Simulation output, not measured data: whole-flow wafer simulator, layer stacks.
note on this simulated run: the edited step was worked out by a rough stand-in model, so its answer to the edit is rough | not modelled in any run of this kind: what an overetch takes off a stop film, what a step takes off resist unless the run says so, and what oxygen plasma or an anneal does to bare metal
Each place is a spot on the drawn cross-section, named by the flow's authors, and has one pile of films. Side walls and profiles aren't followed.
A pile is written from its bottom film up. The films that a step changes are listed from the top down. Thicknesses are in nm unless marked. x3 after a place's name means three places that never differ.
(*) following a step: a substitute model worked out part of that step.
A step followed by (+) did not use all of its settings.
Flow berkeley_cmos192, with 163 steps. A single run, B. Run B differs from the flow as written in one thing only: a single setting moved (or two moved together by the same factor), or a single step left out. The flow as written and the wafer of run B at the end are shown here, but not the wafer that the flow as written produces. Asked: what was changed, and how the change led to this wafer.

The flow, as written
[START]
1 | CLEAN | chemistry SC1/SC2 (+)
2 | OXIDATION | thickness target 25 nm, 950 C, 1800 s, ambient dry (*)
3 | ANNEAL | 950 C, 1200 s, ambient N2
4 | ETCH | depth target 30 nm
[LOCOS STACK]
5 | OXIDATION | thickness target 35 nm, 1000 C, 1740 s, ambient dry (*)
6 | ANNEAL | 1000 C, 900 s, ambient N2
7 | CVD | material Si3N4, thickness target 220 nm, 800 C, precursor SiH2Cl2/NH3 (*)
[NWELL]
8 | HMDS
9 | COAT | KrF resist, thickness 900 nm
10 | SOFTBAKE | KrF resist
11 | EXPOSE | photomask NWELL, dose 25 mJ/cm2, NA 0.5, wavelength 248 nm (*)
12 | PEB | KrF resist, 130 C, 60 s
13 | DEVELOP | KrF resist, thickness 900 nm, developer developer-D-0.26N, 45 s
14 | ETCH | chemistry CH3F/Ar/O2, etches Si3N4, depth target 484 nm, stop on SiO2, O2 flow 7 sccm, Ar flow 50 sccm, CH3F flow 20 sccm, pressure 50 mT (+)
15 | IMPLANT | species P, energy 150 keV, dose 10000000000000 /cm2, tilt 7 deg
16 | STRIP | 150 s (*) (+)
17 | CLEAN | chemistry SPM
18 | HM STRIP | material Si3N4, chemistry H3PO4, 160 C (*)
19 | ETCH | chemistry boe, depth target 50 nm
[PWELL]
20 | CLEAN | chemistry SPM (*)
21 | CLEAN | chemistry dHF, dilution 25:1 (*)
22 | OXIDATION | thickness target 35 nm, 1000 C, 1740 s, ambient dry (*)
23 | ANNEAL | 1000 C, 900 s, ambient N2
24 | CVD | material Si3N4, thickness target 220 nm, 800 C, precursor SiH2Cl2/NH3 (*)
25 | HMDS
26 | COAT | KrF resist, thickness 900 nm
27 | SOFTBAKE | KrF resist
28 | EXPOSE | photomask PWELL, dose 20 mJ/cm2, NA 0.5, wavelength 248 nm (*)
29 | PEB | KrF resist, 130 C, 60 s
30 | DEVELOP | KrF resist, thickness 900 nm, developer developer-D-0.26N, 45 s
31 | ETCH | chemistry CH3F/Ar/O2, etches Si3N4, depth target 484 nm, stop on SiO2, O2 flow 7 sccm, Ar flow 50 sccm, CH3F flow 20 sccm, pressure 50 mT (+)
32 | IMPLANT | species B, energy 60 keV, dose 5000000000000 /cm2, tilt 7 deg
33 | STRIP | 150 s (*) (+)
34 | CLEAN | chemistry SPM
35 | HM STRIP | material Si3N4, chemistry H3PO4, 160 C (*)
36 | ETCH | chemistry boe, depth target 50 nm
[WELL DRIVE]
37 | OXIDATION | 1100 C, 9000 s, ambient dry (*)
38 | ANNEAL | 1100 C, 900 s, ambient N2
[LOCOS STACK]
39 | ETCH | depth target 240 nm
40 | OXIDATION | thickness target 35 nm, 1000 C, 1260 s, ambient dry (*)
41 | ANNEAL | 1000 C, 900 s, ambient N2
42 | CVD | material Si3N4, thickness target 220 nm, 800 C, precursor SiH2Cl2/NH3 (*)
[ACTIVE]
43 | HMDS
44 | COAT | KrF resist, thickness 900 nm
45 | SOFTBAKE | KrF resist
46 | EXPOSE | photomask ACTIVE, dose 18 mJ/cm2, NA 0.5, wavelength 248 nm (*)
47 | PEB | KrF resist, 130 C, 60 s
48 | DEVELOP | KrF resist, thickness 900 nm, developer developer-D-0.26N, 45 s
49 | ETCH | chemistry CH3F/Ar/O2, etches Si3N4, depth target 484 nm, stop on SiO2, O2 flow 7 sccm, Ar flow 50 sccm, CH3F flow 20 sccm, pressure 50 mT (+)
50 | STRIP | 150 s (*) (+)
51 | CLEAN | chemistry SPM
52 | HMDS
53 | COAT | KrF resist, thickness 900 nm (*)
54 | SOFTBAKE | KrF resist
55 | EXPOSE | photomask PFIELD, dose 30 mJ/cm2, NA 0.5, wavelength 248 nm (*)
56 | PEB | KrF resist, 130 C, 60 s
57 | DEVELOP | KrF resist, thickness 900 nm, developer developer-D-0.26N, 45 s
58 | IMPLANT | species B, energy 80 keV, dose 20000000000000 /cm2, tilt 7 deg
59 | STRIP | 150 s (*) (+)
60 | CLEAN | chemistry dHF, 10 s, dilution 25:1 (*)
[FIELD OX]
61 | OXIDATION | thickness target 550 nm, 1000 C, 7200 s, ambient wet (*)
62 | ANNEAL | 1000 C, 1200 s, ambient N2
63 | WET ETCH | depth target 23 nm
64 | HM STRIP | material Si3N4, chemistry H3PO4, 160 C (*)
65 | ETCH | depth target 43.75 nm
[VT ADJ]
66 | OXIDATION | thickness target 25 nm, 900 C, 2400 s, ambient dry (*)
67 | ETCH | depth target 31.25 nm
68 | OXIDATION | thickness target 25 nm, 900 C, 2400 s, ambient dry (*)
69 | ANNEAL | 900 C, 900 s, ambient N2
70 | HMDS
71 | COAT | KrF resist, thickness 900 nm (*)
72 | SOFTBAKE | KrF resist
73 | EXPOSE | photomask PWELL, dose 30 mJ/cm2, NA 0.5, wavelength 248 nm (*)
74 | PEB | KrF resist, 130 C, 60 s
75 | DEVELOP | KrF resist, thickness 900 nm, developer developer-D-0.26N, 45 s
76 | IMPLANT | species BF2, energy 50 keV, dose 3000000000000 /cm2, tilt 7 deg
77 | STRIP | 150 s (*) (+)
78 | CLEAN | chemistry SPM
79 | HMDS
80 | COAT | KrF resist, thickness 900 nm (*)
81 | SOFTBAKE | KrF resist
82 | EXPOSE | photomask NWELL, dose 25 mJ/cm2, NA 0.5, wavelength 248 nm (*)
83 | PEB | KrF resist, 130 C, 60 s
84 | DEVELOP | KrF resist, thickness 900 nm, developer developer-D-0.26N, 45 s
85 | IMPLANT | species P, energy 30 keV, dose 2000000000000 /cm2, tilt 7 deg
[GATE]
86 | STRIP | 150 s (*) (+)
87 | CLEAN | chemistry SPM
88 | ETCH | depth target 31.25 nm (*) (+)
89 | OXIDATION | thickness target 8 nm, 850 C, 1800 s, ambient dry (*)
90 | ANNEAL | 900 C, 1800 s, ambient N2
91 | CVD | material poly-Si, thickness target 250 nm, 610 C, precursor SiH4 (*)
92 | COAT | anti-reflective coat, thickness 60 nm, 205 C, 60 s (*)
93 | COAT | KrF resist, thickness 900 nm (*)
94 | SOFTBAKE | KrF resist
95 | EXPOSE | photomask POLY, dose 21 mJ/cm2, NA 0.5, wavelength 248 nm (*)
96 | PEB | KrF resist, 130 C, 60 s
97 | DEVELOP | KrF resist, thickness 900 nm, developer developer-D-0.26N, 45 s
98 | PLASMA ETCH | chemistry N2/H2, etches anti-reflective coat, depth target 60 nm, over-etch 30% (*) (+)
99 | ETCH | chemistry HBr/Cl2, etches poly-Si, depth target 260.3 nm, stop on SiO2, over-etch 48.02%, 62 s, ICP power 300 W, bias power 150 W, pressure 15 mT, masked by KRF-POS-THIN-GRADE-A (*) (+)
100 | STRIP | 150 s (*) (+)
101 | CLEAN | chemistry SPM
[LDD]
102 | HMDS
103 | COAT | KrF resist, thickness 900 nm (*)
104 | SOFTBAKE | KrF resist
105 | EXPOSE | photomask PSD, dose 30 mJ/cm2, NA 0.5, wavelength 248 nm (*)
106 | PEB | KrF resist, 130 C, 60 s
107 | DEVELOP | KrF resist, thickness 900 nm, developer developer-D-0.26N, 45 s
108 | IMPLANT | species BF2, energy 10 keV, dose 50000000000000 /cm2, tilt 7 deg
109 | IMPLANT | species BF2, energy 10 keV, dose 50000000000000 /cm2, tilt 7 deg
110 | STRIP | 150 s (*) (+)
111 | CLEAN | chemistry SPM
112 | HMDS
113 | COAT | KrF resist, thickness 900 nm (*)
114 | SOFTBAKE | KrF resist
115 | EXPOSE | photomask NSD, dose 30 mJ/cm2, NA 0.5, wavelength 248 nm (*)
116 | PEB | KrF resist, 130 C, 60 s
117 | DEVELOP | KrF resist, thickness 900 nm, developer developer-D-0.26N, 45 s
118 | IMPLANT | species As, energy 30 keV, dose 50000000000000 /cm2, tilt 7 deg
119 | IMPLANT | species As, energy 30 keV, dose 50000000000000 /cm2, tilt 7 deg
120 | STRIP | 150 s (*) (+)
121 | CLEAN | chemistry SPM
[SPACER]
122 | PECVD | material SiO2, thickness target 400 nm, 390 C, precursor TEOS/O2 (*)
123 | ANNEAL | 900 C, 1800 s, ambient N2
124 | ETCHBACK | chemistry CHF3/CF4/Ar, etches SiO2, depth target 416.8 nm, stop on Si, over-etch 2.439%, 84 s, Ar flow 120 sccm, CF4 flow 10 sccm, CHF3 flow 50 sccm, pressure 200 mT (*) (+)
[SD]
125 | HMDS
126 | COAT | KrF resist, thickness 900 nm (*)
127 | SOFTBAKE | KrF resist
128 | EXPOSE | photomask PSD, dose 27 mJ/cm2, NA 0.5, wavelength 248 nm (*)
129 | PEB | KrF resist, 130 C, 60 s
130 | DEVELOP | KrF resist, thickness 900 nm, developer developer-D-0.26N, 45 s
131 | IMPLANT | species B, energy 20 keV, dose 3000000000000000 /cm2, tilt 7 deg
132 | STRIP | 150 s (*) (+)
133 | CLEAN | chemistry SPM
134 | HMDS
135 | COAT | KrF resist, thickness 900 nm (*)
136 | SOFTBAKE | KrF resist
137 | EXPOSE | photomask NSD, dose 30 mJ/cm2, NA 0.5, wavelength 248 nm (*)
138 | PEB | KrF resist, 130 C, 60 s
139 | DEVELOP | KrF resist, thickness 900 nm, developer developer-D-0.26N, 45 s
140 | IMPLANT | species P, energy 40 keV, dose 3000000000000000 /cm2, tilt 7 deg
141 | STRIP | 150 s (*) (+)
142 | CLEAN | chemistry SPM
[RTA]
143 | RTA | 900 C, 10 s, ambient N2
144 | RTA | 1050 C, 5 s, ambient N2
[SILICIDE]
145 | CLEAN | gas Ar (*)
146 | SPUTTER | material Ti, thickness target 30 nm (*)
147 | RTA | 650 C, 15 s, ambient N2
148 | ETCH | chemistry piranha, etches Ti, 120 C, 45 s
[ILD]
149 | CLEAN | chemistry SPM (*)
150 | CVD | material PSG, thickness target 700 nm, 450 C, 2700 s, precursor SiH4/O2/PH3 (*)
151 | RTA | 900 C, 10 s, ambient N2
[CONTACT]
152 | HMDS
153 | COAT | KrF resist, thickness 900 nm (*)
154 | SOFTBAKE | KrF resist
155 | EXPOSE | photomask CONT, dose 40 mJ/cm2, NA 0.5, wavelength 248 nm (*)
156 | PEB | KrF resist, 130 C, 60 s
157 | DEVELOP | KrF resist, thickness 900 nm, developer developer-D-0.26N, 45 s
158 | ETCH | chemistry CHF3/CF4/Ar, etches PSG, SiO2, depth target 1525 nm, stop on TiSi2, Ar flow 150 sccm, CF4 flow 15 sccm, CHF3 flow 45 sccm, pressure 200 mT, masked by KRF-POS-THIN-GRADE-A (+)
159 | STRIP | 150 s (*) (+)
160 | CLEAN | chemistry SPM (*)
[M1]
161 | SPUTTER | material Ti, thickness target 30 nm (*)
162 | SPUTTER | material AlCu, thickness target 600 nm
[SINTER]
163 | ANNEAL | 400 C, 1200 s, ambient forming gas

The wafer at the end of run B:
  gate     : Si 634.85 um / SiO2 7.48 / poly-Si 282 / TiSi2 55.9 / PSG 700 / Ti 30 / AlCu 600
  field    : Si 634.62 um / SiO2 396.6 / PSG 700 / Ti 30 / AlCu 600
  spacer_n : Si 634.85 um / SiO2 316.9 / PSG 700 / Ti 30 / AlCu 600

The reason: step 91, CVD: thickness target 341 nm was run, whereas the flow has thickness target 250 nm.

Step by step, how the change led to this:
  91 | CVD | material poly-Si, thickness target 250 nm, 610 C, precursor SiH4 (*)
      field, sd_n, spacer_n and 6 more: +341 poly-Si (new film) (in the flow as written it would be: +250 poly-Si (new film))
  92 | COAT | anti-reflective coat, thickness 60 nm, 205 C, 60 s (*)
      field: +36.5 anti-reflective coat (new film) (in the flow as written it would be: +35.3 anti-reflective coat (new film))
      sd_n: +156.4 anti-reflective coat (new film) (in the flow as written it would be: +152.4 anti-reflective coat (new film))
      (and at 1 other place as well)
  98 | PLASMA ETCH | chemistry N2/H2, etches anti-reflective coat, depth target 60 nm, over-etch 30% (*) (+)
      field: -36.5 anti-reflective coat (all of it), -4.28 poly-Si (in the flow as written it would be: -35.3 anti-reflective coat (all of it), -4.18 poly-Si)
      sd_n: -156.4 anti-reflective coat (all of it), -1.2 poly-Si (in the flow as written it would be: -152.4 anti-reflective coat (all of it), -1.17 poly-Si)
      (and at 1 other place as well)
  99 | ETCH | chemistry HBr/Cl2, etches poly-Si, depth target 260.3 nm, stop on SiO2, over-etch 48.02%, 62 s, ICP power 300 W, bias power 150 W, pressure 15 mT, masked by KRF-POS-THIN-GRADE-A (*) (+)
      field, spacer_n: -336.7 poly-Si (all of it), -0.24 SiO2 (in the flow as written it would be: -245.8 poly-Si (all of it), -1.74 SiO2)
      sd_n: -339.8 poly-Si (all of it), -0.23 SiO2 (in the flow as written it would be: -248.8 poly-Si (all of it), -1.51 SiO2)
      (and at 4 other places as well)
  103 | COAT | KrF resist, thickness 900 nm (*)
      gate: +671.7 KrF resist (new film) (in the flow as written it would be: +748 KrF resist (new film))
      gate_p: +667.8 KrF resist (new film) (in the flow as written it would be: +744.1 KrF resist (new film))
  107 | DEVELOP | KrF resist, thickness 900 nm, developer developer-D-0.26N, 45 s
      gate_p: -666.8 KrF resist (all of it) (in the flow as written it would be: -742.9 KrF resist (all of it))
  110 | STRIP | 150 s (*) (+)
      gate: -656.5 KrF resist (all of it), +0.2 chemical SiO2, -0.09 poly-Si (in the flow as written it would be: -732.7 KrF resist (all of it), +0.2 chemical SiO2, -0.09 poly-Si)
  113 | COAT | KrF resist, thickness 900 nm (*)
      gate: +671.6 KrF resist (new film) (in the flow as written it would be: +747.9 KrF resist (new film))
      gate_p: +667.7 KrF resist (new film) (in the flow as written it would be: +743.9 KrF resist (new film))
  117 | DEVELOP | KrF resist, thickness 900 nm, developer developer-D-0.26N, 45 s
      gate: -670.6 KrF resist (all of it) (in the flow as written it would be: -746.8 KrF resist (all of it))
  120 | STRIP | 150 s (*) (+)
      gate_p: -652.4 KrF resist (all of it), +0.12 chemical SiO2, -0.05 poly-Si (in the flow as written it would be: -728.6 KrF resist (all of it), +0.12 chemical SiO2, -0.05 poly-Si)
  124 | ETCHBACK | chemistry CHF3/CF4/Ar, etches SiO2, depth target 416.8 nm, stop on Si, over-etch 2.439%, 84 s, Ar flow 120 sccm, CF4 flow 10 sccm, CHF3 flow 50 sccm, pressure 200 mT (*) (+)
      spacer_n: -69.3 SiO2 (in the flow as written it would be: -160 SiO2)
      spacer_p: -69.2 SiO2 (in the flow as written it would be: -159.9 SiO2)
  126 | COAT | KrF resist, thickness 900 nm (*)
      spacer_n: +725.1 KrF resist (new film) (in the flow as written it would be: +791.6 KrF resist (new film))
      gate: +706.6 KrF resist (new film) (in the flow as written it would be: +771.5 KrF resist (new film))
      (and at 2 other places as well)
  130 | DEVELOP | KrF resist, thickness 900 nm, developer developer-D-0.26N, 45 s
      spacer_p: -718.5 KrF resist (all of it) (in the flow as written it would be: -784.6 KrF resist (all of it))
      gate_p: -699.8 KrF resist (all of it) (in the flow as written it would be: -764.3 KrF resist (all of it))
  132 | STRIP | 150 s (*) (+)
      spacer_n: -709.8 KrF resist (all of it) (in the flow as written it would be: -776.1 KrF resist (all of it))
      gate: +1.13 chemical SiO2 (new film), -691.3 KrF resist (all of it), -0.5 poly-Si (in the flow as written it would be: +1.13 chemical SiO2 (new film), -756.1 KrF resist (all of it), -0.5 poly-Si)
  135 | COAT | KrF resist, thickness 900 nm (*)
      spacer_n: +725.4 KrF resist (new film) (in the flow as written it would be: +791.1 KrF resist (new film))
      gate: +706.2 KrF resist (new film) (in the flow as written it would be: +770.3 KrF resist (new film))
      (and at 2 other places as well)
  139 | DEVELOP | KrF resist, thickness 900 nm, developer developer-D-0.26N, 45 s
      spacer_n: -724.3 KrF resist (all of it) (in the flow as written it would be: -789.9 KrF resist (all of it))
      gate: -705.2 KrF resist (all of it) (in the flow as written it would be: -769.1 KrF resist (all of it))
  ... 2 further steps ...
  159 | STRIP | 150 s (*) (+)
      spacer_n: -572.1 KrF resist (all of it) (in the flow as written it would be: -620.3 KrF resist (all of it))
      gate: -558 KrF resist (all of it) (in the flow as written it would be: -600.1 KrF resist (all of it))
      (and at 3 other places as well)
